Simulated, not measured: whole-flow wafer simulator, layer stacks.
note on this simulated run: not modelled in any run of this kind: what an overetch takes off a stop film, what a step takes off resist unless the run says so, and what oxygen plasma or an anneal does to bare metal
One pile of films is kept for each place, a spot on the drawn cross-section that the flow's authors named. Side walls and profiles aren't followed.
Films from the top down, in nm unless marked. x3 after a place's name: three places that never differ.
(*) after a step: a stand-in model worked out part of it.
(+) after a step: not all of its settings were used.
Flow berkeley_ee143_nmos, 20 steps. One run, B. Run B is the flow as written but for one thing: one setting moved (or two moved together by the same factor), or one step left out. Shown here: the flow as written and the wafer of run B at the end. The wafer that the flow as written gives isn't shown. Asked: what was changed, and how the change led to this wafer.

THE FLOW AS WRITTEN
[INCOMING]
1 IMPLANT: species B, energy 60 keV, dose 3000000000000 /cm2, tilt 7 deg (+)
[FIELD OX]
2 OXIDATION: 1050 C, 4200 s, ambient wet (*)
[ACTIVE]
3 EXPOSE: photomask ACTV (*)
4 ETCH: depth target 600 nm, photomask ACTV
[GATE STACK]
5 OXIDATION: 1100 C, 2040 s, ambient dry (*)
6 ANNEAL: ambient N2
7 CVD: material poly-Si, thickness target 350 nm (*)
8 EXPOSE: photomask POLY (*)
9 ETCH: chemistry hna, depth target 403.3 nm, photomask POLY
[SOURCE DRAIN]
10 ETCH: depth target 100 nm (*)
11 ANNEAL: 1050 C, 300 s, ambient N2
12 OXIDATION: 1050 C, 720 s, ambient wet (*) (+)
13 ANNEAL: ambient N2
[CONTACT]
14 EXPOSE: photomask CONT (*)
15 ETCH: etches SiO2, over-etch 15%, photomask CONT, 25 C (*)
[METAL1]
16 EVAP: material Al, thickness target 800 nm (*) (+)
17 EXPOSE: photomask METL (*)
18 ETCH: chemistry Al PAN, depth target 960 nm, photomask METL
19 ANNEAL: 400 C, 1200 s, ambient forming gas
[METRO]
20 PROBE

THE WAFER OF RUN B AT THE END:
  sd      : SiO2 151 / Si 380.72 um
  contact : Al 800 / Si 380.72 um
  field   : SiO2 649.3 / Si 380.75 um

The cause: step 9, ETCH: depth target 318.6 nm was run, where the flow has depth target 403.3 nm.

How the change led to this, step by step:
  9 ETCH: chemistry hna, depth target 403.3 nm, photomask POLY
      sd, contact, field: poly-Si -318.6 (as written it would be: poly-Si -350 (all of it))
  10 ETCH: depth target 100 nm (*)
      sd, contact: nothing (as written it would be: SiO2 -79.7 (all of it))
      field: nothing (as written it would be: SiO2 -100)
  12 OXIDATION: 1050 C, 720 s, ambient wet (*) (+)
      sd, contact: poly-Si -31.4 (all of it), SiO2 +71.3 (as written it would be: SiO2 +189.4 (new film), Si -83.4)
      field: poly-Si -31.4 (all of it), SiO2 +71.3 (as written it would be: SiO2 +69.1, Si -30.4)
  15 ETCH: etches SiO2, over-etch 15%, photomask CONT, 25 C (*)
      contact: SiO2 -151 (all of it) (as written it would be: SiO2 -189.4 (all of it))
